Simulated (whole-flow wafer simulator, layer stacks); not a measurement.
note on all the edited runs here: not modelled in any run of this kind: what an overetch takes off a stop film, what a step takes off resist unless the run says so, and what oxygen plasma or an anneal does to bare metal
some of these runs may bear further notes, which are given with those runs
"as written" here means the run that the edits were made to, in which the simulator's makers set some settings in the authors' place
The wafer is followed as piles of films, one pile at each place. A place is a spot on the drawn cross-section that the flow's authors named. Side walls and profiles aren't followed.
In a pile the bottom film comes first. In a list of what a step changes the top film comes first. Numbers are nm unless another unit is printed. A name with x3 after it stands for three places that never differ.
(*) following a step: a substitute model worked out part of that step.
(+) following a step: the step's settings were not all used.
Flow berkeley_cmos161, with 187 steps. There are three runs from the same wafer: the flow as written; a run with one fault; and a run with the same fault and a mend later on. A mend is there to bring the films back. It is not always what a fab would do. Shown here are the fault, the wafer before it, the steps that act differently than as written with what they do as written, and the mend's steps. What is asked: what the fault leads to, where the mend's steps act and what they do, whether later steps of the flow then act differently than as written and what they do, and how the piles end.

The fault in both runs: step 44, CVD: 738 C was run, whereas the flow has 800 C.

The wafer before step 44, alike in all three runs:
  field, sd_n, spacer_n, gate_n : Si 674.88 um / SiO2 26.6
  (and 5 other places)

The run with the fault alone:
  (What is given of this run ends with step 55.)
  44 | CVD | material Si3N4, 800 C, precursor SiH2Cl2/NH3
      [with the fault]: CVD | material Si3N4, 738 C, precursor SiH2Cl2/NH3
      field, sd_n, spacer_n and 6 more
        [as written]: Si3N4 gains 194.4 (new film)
        [with the fault]: Si3N4 gains 81.4 (new film)
  Later steps of the flow acting differently than as written:
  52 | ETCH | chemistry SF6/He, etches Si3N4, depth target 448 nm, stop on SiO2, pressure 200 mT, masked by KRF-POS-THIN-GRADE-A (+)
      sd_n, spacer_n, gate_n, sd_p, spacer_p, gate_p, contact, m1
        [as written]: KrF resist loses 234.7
        [with the fault]: KrF resist loses 111.8
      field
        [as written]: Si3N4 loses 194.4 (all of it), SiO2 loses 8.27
        [with the fault]: Si3N4 loses 81.4 (all of it), SiO2 loses 8.27
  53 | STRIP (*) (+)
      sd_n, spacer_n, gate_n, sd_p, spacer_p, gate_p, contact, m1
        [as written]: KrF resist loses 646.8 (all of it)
        [with the fault]: KrF resist loses 769.6 (all of it)
  Once step 55 is done, the piles at sd_n, spacer_n, gate_n, sd_p, spacer_p, gate_p, contact, m1 depart from the flow's by more than 2% or 0.5 nm, whichever is larger.
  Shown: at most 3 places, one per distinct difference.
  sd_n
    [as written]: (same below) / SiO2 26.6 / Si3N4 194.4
    [with the fault]: (same below) / SiO2 26.6 / Si3N4 81.4

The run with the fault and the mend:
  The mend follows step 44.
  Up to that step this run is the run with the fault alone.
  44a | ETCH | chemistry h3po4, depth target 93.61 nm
      field, sd_n, spacer_n and 6 more
        Si3N4 loses 81.4 (all of it)
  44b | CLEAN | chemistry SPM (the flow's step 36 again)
      alters no film at any place that is followed
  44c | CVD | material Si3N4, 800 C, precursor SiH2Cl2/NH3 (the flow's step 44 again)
      field, sd_n, spacer_n and 6 more
        Si3N4 gains 194.4 (new film)
  None of the later steps of the flow acts differently than as written at any place that is followed.
  The piles end the same as the flow's at every place that both follow.
